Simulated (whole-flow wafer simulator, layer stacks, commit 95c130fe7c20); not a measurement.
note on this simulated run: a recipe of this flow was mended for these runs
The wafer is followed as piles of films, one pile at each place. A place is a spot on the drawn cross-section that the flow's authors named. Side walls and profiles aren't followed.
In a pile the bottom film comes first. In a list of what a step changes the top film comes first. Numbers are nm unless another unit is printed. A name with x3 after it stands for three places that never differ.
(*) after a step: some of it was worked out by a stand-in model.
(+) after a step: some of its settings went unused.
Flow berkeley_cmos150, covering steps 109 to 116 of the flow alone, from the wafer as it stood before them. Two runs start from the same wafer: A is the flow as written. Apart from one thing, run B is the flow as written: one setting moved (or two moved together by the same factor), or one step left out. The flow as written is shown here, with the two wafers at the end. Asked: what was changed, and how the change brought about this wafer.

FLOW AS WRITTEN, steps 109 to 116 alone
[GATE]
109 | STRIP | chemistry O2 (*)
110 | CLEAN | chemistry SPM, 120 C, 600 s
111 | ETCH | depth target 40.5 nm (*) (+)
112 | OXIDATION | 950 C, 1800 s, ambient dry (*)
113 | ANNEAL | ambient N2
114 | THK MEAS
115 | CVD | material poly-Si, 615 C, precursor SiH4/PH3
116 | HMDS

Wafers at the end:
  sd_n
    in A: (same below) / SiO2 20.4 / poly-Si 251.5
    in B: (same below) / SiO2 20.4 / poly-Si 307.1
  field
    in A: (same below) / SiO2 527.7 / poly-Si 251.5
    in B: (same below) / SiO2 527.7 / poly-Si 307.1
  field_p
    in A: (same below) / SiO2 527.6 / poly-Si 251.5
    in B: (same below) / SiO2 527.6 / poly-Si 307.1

What caused this: step 115, CVD: 624 C was run, while the flow as written has 615 C.

The path from the change to this, step by step:
  115 | CVD | material poly-Si, 615 C, precursor SiH4/PH3
      field, field_p, sd_n, gate_n, sd_p x2, contact, m1: A +251.5 poly-Si (new film) | B +307.1 poly-Si (new film)
